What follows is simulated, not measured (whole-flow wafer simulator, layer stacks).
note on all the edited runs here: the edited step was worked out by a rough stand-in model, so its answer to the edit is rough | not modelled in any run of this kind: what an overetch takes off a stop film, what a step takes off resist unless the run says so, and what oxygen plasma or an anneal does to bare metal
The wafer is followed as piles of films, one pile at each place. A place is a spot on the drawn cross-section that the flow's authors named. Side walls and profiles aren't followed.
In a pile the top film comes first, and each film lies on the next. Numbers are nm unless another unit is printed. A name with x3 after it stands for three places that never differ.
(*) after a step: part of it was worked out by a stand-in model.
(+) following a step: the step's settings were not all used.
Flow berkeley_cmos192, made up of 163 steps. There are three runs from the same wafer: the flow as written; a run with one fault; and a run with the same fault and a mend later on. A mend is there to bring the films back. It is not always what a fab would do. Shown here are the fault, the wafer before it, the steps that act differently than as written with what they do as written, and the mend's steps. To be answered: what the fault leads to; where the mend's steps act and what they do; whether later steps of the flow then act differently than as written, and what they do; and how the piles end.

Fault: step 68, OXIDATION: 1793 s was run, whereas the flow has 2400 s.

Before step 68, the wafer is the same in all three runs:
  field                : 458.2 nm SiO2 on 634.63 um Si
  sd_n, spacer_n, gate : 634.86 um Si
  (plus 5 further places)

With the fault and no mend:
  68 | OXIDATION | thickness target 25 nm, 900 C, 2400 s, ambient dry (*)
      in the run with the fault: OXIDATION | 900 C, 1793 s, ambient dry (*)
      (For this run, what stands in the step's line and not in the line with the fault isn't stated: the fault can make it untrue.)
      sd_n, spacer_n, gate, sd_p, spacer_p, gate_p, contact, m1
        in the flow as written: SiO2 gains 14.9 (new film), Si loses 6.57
        in the run with the fault: SiO2 gains 12.4 (new film), Si loses 5.47
  Later steps of the flow acting differently than as written (not shown: 37 more steps that differ only slightly, by at most 2% or 0.5 nm, whichever is larger):
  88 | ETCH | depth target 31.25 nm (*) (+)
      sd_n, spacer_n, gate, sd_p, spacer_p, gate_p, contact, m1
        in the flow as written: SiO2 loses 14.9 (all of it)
        in the run with the fault: SiO2 loses 12.4 (all of it)
  When the end is reached, the piles differ only a little from the flow's at the places that both follow, at most by 2% or 0.5 nm, whichever is larger.

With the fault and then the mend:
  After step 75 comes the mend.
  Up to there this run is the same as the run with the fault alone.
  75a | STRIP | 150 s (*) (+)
      sd_p
        KrF resist loses 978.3 (all of it)
      spacer_p
        KrF resist loses 959.7 (all of it)
      gate_p
        KrF resist loses 958.8 (all of it)
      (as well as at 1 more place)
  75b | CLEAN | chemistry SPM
      does not change any film at any place that is followed
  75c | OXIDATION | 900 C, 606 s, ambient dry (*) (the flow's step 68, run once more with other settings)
      sd_n, spacer_n, gate, sd_p, spacer_p, gate_p, contact, m1
        SiO2 gains 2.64, Si loses 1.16
      field
        SiO2 gains 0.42, Si loses 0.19
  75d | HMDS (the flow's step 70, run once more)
      does not change any film at any place that is followed
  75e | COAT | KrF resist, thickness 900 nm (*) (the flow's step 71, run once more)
      field
        KrF resist gains 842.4 (new film)
      sd_n
        KrF resist gains 1013.2 (new film)
      spacer_n
        KrF resist gains 978.6 (new film)
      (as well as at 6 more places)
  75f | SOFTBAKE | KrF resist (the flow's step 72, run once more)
      does not change any film at any place that is followed
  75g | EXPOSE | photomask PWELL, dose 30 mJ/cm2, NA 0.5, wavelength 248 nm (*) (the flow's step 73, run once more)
      does not change any film at any place that is followed
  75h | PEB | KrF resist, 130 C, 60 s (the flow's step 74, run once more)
      sd_n, m1
        KrF resist loses 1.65
      spacer_n, gate
        KrF resist loses 1.58
      spacer_p, gate_p
        KrF resist loses 1.57
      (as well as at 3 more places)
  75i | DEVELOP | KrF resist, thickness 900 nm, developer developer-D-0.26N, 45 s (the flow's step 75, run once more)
      sd_p, spacer_p, gate_p, m1
        KrF resist loses 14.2
      spacer_n, gate
        KrF resist loses 977 (all of it)
      field
        KrF resist loses 841.1 (all of it)
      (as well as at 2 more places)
  Later steps of the flow that are run all act as written at every place that is followed, up to a difference of at most 2% or 0.5 nm, whichever is larger.
  When the end is reached, the piles differ only a little from the flow's at the places that both follow, at most by 2% or 0.5 nm, whichever is larger.
